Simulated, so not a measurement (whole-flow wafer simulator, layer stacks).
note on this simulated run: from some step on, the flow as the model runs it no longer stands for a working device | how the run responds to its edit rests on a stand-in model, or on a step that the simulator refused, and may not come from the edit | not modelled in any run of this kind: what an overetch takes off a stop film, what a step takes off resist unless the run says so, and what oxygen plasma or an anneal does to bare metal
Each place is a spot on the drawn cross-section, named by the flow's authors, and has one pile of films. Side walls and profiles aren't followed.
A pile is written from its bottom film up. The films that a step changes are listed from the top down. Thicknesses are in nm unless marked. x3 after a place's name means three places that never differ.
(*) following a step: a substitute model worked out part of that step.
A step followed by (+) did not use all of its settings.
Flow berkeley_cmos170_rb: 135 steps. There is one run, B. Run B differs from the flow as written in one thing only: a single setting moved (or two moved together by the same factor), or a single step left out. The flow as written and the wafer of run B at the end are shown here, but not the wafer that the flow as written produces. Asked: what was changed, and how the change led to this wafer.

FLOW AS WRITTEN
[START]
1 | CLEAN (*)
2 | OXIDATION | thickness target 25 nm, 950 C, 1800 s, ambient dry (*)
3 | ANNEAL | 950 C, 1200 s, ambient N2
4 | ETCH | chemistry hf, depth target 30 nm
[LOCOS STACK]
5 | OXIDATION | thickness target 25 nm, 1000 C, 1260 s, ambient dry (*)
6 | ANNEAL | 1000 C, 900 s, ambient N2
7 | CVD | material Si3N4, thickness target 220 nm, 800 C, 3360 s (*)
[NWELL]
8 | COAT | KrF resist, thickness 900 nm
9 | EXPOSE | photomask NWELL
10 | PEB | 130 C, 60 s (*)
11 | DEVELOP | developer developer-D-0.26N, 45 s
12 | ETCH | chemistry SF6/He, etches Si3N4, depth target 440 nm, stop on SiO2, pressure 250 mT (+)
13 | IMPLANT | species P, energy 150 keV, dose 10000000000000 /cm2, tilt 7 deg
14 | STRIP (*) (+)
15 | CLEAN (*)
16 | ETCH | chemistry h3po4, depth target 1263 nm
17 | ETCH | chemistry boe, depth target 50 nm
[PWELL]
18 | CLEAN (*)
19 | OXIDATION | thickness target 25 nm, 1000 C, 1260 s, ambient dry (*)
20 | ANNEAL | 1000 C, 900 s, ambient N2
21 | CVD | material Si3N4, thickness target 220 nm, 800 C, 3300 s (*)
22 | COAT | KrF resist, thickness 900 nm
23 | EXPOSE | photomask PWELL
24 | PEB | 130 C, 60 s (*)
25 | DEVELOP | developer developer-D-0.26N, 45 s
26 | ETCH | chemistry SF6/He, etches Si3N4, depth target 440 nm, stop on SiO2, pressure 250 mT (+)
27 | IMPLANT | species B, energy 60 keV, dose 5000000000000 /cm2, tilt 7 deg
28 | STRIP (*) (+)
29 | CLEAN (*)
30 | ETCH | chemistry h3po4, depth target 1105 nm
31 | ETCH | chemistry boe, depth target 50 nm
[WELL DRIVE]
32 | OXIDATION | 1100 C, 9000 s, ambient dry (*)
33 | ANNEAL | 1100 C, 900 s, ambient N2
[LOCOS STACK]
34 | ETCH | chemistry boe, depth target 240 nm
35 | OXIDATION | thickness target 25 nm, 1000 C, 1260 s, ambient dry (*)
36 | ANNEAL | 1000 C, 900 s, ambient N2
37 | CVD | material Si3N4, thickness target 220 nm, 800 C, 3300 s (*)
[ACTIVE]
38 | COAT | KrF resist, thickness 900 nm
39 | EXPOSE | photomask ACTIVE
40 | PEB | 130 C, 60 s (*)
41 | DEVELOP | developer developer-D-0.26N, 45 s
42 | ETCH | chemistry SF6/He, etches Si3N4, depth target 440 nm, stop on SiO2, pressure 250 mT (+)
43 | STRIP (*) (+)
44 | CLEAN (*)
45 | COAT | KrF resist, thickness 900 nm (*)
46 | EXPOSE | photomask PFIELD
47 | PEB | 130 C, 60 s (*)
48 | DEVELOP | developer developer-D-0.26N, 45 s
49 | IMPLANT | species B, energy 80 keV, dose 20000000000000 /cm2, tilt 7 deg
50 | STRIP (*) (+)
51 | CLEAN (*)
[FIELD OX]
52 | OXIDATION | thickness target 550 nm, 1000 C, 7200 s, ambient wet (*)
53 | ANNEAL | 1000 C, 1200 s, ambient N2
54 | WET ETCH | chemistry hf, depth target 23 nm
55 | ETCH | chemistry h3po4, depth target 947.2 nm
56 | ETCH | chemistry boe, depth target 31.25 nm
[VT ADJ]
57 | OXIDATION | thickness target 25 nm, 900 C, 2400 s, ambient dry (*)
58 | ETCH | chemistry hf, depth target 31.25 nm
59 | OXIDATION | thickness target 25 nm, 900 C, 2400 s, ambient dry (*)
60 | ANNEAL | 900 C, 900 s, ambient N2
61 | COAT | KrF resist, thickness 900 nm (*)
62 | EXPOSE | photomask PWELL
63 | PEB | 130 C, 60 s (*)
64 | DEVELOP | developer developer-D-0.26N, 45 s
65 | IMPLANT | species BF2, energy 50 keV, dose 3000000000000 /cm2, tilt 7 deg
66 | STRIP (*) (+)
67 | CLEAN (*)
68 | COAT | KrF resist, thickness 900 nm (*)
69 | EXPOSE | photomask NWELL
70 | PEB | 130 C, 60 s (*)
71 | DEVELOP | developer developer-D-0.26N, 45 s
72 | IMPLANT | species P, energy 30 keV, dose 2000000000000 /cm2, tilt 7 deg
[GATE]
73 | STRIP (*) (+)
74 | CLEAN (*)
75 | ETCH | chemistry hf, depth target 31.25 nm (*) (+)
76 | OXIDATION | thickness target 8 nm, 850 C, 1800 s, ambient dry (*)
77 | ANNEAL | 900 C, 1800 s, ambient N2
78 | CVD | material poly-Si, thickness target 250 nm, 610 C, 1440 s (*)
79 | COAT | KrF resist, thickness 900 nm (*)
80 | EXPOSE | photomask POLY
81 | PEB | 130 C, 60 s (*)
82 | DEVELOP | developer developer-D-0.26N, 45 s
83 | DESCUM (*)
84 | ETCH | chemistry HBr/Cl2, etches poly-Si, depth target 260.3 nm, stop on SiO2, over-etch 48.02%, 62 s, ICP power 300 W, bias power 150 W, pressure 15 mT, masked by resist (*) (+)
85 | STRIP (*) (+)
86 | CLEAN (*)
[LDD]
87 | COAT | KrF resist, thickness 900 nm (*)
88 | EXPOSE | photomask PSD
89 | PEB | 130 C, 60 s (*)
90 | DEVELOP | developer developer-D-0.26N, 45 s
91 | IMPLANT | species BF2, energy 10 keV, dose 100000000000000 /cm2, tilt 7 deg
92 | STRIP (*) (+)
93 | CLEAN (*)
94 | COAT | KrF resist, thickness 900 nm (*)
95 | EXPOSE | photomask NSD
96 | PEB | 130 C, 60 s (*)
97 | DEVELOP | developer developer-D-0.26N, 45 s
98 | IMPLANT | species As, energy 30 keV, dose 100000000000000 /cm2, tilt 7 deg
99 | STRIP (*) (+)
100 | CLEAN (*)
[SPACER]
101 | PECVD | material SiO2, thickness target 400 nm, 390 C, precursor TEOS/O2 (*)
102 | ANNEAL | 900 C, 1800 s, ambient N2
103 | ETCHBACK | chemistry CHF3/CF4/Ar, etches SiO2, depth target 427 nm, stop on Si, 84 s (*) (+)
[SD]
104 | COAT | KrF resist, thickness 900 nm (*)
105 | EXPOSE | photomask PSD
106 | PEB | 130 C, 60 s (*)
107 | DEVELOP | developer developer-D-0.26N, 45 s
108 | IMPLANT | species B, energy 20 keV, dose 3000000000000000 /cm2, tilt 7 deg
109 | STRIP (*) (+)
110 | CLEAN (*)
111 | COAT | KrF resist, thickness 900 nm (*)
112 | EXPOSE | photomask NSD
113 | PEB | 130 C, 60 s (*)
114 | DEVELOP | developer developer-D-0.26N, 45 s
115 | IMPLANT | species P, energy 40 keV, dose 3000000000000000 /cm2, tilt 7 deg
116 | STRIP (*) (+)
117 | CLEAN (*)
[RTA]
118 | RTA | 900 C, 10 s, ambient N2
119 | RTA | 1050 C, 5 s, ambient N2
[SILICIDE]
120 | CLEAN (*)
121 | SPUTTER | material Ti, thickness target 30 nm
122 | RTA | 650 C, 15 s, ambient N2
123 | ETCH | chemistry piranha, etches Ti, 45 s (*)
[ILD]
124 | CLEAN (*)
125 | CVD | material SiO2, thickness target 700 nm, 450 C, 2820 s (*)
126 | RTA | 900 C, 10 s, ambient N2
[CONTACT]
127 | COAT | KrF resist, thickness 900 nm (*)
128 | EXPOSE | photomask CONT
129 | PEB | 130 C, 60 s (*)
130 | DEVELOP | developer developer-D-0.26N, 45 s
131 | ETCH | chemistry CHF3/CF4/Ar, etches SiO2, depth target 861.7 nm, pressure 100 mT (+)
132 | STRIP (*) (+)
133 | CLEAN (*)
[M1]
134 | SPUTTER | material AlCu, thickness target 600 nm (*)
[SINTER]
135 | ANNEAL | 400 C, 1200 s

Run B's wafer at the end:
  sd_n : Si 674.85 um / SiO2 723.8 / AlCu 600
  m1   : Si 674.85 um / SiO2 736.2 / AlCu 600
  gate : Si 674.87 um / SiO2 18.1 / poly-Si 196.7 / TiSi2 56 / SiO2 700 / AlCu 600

The reason: step 34, ETCH: depth target 118 nm was run, while the flow as written has depth target 240 nm.

Step by step, how the change led to this:
  34 | ETCH | chemistry boe, depth target 240 nm
      field, sd_n, spacer_n and 6 more: SiO2 loses 118 (as written it would have been: SiO2 loses 197.6 (all of it))
  35 | OXIDATION | thickness target 25 nm, 1000 C, 1260 s, ambient dry (*)
      field, sd_n, spacer_n and 6 more: SiO2 gains 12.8, Si loses 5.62 (as written it would have been: SiO2 gains 26.6 (new film), Si loses 11.7)
  52 | OXIDATION | thickness target 550 nm, 1000 C, 7200 s, ambient wet (*)
      spacer_n: SiO2 gains 12.9 (new film), Si3N4 loses 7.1, SiO2 gains 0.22, Si loses 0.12 (as written it would have been: SiO2 gains 12.9 (new film), Si3N4 loses 7.1)
      gate: SiO2 gains 12.9 (new film), Si3N4 loses 7.1, SiO2 gains 0.12 (as written it would have been: SiO2 gains 12.9 (new film), Si3N4 loses 7.1, SiO2 gains 0.08, Si loses 0.08)
      (also at 7 further places)
  56 | ETCH | chemistry boe, depth target 31.25 nm
      gate, sd_p, gate_p, contact: SiO2 loses 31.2 (as written it would have been: SiO2 loses 26.6 (all of it))
      spacer_n, spacer_p: SiO2 loses 31.3 (as written it would have been: SiO2 loses 26.6 (all of it))
      (also at 2 further places)
  57 | OXIDATION | thickness target 25 nm, 900 C, 2400 s, ambient dry (*)
      spacer_n, gate, spacer_p, gate_p: SiO2 gains 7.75, Si loses 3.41 (as written it would have been: SiO2 gains 15 (new film), Si loses 6.62)
      sd_n: SiO2 gains 4.39, Si loses 1.93 (as written it would have been: SiO2 gains 15 (new film), Si loses 6.62)
      (also at 3 further places)
  58 | ETCH | chemistry hf, depth target 31.25 nm
      sd_n, spacer_n, gate, gate_p, contact, m1: SiO2 loses 31.2 (as written it would have been: SiO2 loses 15 (all of it))
      sd_p, spacer_p: SiO2 loses 31.3 (as written it would have been: SiO2 loses 15 (all of it))
  59 | OXIDATION | thickness target 25 nm, 900 C, 2400 s, ambient dry (*)
      spacer_n, gate, spacer_p, gate_p: SiO2 gains 7.59, Si loses 3.34 (as written it would have been: SiO2 gains 15 (new film), Si loses 6.62)
      sd_n: SiO2 gains 6.8, Si loses 2.99 (as written it would have been: SiO2 gains 15 (new film), Si loses 6.62)
      (also at 3 further places)
  75 | ETCH | chemistry hf, depth target 31.25 nm (*) (+)
      sd_n, spacer_n, gate, sd_p, spacer_p, gate_p: SiO2 loses 31.2 (as written it would have been: SiO2 loses 15 (all of it))
      contact, m1: SiO2 loses 31.3 (as written it would have been: SiO2 loses 15 (all of it))
  76 | OXIDATION | thickness target 8 nm, 850 C, 1800 s, ambient dry (*)
      gate, spacer_p, gate_p: SiO2 gains 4, Si loses 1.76 (as written it would have been: SiO2 gains 7.53 (new film), Si loses 3.31)
      sd_n: SiO2 gains 3.14, Si loses 1.38 (as written it would have been: SiO2 gains 7.53 (new film), Si loses 3.31)
      (also at 4 further places)
  85 | STRIP (*) (+)
      gate: KrF resist loses 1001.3 (all of it) (as written it would have been: KrF resist loses 980 (all of it))
      gate_p: KrF resist loses 1001.3 (all of it) (as written it would have been: KrF resist loses 979.9 (all of it))
  87 | COAT | KrF resist, thickness 900 nm (*)
      gate: KrF resist gains 721.4 (new film) (as written it would have been: KrF resist gains 706 (new film))
  92 | STRIP (*) (+)
      gate: KrF resist loses 707.2 (all of it) (as written it would have been: KrF resist loses 691.8 (all of it))
  94 | COAT | KrF resist, thickness 900 nm (*)
      gate: KrF resist gains 721.4 (new film) (as written it would have been: KrF resist gains 706 (new film))
  97 | DEVELOP | developer developer-D-0.26N, 45 s
      gate: KrF resist loses 721.4 (all of it) (as written it would have been: KrF resist loses 706 (all of it))
  103 | ETCHBACK | chemistry CHF3/CF4/Ar, etches SiO2, depth target 427 nm, stop on Si, 84 s (*) (+)
      sd_n, m1: SiO2 loses 427 (as written it would have been: SiO2 loses 406.1 (all of it))
      sd_p: SiO2 loses 412.7 (all of it) (as written it would have been: SiO2 loses 388.4 (all of it))
      (also at 1 further place)
  104 | COAT | KrF resist, thickness 900 nm (*)
      sd_p: KrF resist gains 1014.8 (new film) (as written it would have been: KrF resist gains 990.7 (new film))
  ... another 10 steps ...
  134 | SPUTTER | material AlCu, thickness target 600 nm (*)
      sd_p: AlCu gains 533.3 (new film) (as written it would have been: AlCu gains 545.9 (new film))
